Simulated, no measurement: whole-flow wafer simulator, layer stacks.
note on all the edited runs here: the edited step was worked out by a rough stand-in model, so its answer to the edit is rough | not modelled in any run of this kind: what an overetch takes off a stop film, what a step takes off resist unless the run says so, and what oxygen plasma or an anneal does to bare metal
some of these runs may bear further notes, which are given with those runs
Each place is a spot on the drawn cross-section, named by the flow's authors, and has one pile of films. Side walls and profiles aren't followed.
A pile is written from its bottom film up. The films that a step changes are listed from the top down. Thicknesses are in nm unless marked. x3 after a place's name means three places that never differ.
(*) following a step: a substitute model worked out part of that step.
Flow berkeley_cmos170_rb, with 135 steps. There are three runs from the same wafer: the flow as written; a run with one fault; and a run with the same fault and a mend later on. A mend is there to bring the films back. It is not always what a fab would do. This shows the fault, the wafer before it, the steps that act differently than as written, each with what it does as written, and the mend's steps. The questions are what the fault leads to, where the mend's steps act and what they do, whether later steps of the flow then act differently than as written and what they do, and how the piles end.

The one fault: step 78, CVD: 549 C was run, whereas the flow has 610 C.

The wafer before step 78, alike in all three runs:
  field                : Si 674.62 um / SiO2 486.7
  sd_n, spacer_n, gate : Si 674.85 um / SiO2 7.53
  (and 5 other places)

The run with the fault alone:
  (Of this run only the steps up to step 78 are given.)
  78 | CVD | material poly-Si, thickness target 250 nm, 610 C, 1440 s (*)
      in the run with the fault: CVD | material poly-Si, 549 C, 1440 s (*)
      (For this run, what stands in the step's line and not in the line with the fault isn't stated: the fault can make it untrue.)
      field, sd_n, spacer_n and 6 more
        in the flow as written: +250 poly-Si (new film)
        in the run with the fault: +58.8 poly-Si (new film)
  Once step 78 is done, the piles at field, sd_n, spacer_n and 6 more depart from the flow's by more than 2% or 0.5 nm, whichever is larger.
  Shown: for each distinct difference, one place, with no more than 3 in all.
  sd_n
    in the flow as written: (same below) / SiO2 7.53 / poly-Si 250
    in the run with the fault: (same below) / SiO2 7.53 / poly-Si 58.8
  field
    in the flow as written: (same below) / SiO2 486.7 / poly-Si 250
    in the run with the fault: (same below) / SiO2 486.7 / poly-Si 58.8

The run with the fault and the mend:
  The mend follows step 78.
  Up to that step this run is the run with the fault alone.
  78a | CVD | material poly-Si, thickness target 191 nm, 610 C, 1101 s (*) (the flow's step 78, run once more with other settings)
      field, sd_n, spacer_n and 6 more
        +191 poly-Si
  None of the later steps of the flow differs from how it acts as written, at any place that is followed, by more than 2% or 0.5 nm, whichever is larger.
  When the end is reached, the piles differ only a little from the flow's at the places that both follow, at most by 2% or 0.5 nm, whichever is larger.
